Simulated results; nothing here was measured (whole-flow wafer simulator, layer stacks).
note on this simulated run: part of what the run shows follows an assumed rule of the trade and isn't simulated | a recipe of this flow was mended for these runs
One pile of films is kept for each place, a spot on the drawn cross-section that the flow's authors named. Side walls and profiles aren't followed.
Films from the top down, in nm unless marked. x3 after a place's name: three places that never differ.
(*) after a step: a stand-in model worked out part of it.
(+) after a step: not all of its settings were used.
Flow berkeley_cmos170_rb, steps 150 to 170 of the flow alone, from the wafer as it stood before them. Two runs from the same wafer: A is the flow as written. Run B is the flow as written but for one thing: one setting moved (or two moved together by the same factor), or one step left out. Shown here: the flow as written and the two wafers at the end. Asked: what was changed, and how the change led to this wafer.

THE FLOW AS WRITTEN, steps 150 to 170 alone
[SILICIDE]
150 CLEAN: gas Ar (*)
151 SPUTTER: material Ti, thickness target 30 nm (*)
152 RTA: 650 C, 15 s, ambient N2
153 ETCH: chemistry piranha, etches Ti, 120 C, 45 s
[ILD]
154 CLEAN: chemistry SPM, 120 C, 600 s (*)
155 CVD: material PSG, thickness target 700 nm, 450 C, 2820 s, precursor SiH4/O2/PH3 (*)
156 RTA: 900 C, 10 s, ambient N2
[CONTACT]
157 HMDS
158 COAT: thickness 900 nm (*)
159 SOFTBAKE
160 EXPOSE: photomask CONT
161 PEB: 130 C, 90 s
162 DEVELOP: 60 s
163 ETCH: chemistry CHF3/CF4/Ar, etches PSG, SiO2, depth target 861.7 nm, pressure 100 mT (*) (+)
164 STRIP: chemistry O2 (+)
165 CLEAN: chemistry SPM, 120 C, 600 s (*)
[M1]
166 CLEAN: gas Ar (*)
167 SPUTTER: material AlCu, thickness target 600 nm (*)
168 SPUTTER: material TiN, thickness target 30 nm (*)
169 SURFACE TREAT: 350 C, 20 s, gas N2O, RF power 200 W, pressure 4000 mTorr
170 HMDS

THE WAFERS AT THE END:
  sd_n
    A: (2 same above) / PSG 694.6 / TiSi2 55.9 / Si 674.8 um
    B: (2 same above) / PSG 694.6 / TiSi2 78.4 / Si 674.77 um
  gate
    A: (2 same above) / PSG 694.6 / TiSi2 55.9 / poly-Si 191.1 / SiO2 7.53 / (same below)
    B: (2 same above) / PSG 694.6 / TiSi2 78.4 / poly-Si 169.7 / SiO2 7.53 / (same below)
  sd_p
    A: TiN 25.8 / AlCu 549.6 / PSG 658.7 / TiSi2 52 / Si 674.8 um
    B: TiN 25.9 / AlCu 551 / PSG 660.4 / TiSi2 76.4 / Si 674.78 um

The cause: step 151, SPUTTER: thickness target 44 nm was run, where the flow has thickness target 30 nm.

How the change led to this, step by step:
  151 SPUTTER: material Ti, thickness target 30 nm (*)
      field, sd_n, spacer_n, gate, spacer_p, gate_p, contact, m1: A Ti +30 (new film) | B Ti +44 (new film)
      sd_p: A Ti +27.9 (new film) | B Ti +40.9 (new film)
  152 RTA: 650 C, 15 s, ambient N2
      sd_n, contact, m1: A Ti -23.4, TiSi first +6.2 (new film), TiSi2 C49 +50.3 (new film), Si -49 | B Ti -32.8, TiSi first +33.4 (new film), TiSi2 C49 +33.6 (new film), Si -52.2
      gate, gate_p: A Ti -23.4, TiSi first +6.2 (new film), TiSi2 C49 +50.3 (new film), poly-Si -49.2 | B Ti -32.8, TiSi first +33.4 (new film), TiSi2 C49 +33.6 (new film), poly-Si -52.4
      (and at 1 more place)
  153 ETCH: chemistry piranha, etches Ti, 120 C, 45 s
      sd_n, gate, gate_p, contact, m1: A Ti -6.6 (all of it), TiSi first -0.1 | B Ti -11.2 (all of it), TiSi first -0.1
      field, spacer_n, spacer_p: A Ti -30 (all of it) | B Ti -44 (all of it)
      (and at 1 more place)
  156 RTA: 900 C, 10 s, ambient N2
      sd_n, contact, m1: A under 1 film: TiSi2 +55.9 (new film), TiSi first -6.09 (all of it), TiSi2 C49 -50.3 (all of it), Si -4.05 | B under 1 film: TiSi2 +78.4 (new film), TiSi first -33.3 (all of it), TiSi2 C49 -33.6 (all of it), Si -22.1
      gate, gate_p: A under 1 film: TiSi2 +55.9 (new film), TiSi first -6.09 (all of it), TiSi2 C49 -50.3 (all of it), poly-Si -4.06 | B under 1 film: TiSi2 +78.4 (new film), TiSi first -33.3 (all of it), TiSi2 C49 -33.6 (all of it), poly-Si -22.2
      (and at 1 more place)
